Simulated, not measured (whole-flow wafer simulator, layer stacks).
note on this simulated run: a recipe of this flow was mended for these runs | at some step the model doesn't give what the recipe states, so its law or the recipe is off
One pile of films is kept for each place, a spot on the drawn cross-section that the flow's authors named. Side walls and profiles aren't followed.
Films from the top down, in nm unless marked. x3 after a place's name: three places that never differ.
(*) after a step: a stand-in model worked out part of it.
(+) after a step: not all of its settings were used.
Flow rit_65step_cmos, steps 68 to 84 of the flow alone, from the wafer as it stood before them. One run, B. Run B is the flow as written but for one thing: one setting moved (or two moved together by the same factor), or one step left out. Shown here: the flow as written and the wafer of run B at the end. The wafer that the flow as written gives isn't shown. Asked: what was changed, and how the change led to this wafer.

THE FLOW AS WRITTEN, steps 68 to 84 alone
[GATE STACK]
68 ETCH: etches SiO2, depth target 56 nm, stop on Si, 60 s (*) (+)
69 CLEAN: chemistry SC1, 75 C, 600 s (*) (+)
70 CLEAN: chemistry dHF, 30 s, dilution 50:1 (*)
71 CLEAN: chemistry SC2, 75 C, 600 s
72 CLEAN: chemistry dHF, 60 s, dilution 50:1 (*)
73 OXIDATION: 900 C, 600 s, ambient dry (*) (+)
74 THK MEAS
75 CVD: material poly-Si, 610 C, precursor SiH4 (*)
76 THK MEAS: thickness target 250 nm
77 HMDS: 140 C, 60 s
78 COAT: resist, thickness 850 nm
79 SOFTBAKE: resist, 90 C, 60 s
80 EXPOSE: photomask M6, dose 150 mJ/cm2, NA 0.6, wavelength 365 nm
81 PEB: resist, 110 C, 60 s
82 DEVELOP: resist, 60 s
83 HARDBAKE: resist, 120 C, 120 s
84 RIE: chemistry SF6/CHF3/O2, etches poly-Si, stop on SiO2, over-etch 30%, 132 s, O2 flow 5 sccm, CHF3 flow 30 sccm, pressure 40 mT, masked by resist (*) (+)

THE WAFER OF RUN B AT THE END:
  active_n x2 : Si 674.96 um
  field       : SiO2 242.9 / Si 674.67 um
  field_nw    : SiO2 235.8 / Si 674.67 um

The cause: step 75, CVD: 598 C was run, where the flow has 610 C.

How the change led to this, step by step:
  75 CVD: material poly-Si, 610 C, precursor SiH4 (*)
      field, field_pw, field_nw and 11 more: poly-Si +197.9 (new film) (as written it would be: poly-Si +250 (new film))
  84 RIE: chemistry SF6/CHF3/O2, etches poly-Si, stop on SiO2, over-etch 30%, 132 s, O2 flow 5 sccm, CHF3 flow 30 sccm, pressure 40 mT, masked by resist (*) (+)
      active_n x2, spacer, spacer_p, sd_n, sd_p, contact, m1: poly-Si -197.9 (all of it), SiO2 -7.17 (all of it) (as written it would be: poly-Si -250 (all of it), SiO2 -2.76)
      field, field_pw, field_nw, field_p: poly-Si -197.9 (all of it), SiO2 -11.7 (as written it would be: poly-Si -250 (all of it), SiO2 -2.76)
